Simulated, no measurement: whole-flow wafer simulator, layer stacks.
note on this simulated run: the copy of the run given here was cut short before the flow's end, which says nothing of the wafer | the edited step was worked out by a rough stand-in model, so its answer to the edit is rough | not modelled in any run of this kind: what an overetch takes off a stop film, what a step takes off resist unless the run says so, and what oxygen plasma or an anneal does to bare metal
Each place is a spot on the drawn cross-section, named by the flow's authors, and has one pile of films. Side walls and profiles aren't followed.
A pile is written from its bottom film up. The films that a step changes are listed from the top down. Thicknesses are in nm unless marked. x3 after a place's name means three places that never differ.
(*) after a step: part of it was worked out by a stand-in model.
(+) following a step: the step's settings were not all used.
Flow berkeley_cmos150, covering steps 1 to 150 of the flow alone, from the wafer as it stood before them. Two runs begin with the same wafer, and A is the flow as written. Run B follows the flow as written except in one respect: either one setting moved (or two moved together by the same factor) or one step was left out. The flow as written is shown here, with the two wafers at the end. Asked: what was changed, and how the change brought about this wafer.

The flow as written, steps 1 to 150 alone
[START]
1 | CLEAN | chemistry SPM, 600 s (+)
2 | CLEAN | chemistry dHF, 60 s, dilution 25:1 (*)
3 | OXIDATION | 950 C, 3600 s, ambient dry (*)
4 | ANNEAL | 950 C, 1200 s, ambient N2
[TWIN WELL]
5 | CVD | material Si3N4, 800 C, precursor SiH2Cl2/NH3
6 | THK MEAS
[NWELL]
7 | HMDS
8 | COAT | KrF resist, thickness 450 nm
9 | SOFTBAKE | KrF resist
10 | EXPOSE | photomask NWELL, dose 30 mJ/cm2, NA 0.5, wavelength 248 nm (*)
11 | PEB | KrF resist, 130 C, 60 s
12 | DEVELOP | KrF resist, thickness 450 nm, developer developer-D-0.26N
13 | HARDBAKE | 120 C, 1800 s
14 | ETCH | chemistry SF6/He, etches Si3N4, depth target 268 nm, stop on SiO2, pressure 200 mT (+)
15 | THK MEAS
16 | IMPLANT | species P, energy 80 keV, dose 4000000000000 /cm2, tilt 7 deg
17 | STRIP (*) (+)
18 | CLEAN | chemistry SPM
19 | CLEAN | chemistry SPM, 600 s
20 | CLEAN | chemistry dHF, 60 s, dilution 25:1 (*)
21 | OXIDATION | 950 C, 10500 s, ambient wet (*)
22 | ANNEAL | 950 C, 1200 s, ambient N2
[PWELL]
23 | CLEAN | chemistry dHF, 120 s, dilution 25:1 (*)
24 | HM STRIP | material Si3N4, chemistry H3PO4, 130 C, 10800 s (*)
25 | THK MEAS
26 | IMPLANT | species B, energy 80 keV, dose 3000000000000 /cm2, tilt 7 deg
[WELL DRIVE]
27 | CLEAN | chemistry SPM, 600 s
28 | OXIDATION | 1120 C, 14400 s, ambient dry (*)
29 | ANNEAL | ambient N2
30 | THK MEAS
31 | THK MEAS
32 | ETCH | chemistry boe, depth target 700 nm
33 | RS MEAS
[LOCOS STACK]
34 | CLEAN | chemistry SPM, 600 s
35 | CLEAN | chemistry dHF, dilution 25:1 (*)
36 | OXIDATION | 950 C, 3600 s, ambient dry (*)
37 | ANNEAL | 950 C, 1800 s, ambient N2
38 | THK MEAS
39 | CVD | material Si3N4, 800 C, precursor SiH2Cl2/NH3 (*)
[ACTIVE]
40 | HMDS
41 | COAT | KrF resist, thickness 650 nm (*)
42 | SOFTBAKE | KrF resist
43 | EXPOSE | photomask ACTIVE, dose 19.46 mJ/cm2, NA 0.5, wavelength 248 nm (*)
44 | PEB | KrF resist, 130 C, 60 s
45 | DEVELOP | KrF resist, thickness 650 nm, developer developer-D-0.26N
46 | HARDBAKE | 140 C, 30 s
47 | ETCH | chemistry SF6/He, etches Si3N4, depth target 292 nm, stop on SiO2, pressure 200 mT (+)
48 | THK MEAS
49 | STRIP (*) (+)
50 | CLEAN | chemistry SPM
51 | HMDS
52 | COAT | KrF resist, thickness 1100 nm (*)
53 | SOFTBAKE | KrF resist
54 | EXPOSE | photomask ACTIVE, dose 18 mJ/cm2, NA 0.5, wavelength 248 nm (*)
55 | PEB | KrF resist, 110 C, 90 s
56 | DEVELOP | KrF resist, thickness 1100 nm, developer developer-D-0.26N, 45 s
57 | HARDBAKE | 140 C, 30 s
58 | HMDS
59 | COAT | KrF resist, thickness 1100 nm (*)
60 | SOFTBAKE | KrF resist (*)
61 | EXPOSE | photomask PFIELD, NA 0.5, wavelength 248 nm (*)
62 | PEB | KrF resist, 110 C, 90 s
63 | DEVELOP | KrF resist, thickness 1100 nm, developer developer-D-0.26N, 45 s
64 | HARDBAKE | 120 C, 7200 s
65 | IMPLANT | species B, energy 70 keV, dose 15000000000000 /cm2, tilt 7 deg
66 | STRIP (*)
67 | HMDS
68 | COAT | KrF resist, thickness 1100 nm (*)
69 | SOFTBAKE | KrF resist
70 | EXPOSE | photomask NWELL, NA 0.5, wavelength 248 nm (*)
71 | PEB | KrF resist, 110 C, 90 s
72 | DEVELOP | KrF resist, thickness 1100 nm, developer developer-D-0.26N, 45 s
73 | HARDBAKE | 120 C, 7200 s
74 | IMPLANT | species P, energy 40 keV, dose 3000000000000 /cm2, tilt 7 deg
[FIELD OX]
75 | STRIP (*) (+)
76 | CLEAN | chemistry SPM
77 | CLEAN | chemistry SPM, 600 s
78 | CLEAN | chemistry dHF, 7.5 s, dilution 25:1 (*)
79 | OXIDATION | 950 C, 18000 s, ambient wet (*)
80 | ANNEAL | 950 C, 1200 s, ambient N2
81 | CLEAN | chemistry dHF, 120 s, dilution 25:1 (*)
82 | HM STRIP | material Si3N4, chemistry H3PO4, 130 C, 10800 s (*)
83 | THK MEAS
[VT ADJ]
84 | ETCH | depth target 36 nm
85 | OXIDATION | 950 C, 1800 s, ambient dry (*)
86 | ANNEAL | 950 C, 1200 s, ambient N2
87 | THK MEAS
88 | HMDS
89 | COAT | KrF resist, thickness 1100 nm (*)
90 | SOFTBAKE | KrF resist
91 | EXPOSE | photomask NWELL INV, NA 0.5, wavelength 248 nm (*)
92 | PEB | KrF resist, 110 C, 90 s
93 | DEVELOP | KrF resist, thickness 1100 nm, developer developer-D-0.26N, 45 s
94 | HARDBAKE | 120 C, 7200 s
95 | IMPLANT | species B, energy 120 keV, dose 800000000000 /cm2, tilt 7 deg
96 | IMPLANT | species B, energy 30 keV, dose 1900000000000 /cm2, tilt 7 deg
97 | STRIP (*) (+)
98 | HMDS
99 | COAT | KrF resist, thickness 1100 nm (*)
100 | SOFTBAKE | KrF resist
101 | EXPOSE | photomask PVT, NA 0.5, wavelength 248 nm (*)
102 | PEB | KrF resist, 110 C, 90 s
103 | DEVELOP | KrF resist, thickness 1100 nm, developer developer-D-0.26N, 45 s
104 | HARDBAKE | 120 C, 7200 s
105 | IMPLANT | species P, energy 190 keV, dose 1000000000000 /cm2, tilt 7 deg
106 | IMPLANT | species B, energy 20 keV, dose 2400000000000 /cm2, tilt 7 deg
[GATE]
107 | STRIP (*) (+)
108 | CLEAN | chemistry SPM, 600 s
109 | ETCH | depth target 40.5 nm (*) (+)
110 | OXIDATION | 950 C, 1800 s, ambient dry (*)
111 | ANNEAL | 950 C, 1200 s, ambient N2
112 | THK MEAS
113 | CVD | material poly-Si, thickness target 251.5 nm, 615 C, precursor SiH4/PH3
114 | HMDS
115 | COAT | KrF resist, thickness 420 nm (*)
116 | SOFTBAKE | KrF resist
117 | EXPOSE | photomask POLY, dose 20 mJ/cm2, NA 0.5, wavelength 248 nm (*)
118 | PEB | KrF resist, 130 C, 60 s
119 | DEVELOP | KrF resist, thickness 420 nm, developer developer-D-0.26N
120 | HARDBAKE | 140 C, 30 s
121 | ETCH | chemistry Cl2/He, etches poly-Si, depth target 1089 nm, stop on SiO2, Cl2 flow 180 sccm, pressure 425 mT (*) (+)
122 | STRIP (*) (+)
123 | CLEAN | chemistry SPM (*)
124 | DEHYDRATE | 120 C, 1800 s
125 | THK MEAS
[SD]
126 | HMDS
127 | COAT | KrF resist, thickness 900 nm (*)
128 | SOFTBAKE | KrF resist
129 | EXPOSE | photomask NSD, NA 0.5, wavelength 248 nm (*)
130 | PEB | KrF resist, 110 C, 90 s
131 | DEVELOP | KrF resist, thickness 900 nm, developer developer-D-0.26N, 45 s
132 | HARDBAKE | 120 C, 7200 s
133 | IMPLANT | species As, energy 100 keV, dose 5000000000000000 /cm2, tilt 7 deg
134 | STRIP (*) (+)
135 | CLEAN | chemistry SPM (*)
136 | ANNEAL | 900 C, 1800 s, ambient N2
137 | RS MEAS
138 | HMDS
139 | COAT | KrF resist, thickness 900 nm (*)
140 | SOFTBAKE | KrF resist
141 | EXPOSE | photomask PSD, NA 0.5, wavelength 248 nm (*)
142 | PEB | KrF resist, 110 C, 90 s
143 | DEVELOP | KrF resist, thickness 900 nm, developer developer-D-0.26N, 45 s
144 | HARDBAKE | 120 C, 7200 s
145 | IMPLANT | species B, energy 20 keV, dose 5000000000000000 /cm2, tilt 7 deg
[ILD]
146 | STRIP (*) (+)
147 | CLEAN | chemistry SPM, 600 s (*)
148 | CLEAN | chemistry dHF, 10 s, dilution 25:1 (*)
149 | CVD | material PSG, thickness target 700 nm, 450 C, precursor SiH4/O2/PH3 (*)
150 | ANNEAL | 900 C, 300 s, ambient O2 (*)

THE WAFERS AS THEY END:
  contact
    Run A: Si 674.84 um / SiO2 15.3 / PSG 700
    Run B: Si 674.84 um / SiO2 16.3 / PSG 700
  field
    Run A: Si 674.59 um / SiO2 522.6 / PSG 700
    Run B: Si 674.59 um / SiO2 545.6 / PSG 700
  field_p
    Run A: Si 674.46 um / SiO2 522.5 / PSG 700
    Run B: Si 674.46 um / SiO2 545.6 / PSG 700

The reason: step 109, ETCH: depth target 17.37 nm was run, whereas the flow has depth target 40.5 nm.

How this came from the change, step by step:
  109 | ETCH | depth target 40.5 nm (*) (+)
      gate_n, sd_p, gate_p, contact, m1: A -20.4 SiO2 (all of it) | B -17.4 SiO2
      sd_n: A -40.4 SiO2 (all of it) | B -17.4 SiO2
      (as well as at 2 more places)
  110 | OXIDATION | 950 C, 1800 s, ambient dry (*)
      gate_n, sd_p, gate_p, contact, m1: A +20.4 SiO2 (new film), -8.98 Si | B +18.3 SiO2, -8.07 Si
      sd_n: A +20.4 SiO2 (new film), -8.98 Si | B +12.2 SiO2, -5.37 Si
  115 | COAT | KrF resist, thickness 420 nm (*)
      gate_n: A +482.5 KrF resist (new film) | B +492.9 KrF resist (new film)
  120 | HARDBAKE | 140 C, 30 s
      gate_n: A -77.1 KrF resist | B -78.9 KrF resist
  122 | STRIP (*) (+)
      gate_n: A +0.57 chemical SiO2 (new film), -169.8 KrF resist (all of it), -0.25 poly-Si | B +0.57 chemical SiO2 (new film), -178.5 KrF resist (all of it), -0.25 poly-Si
      gate_p: A +0.57 chemical SiO2 (new film), -206.4 KrF resist (all of it), -0.25 poly-Si | B +0.57 chemical SiO2 (new film), -210.8 KrF resist (all of it), -0.25 poly-Si
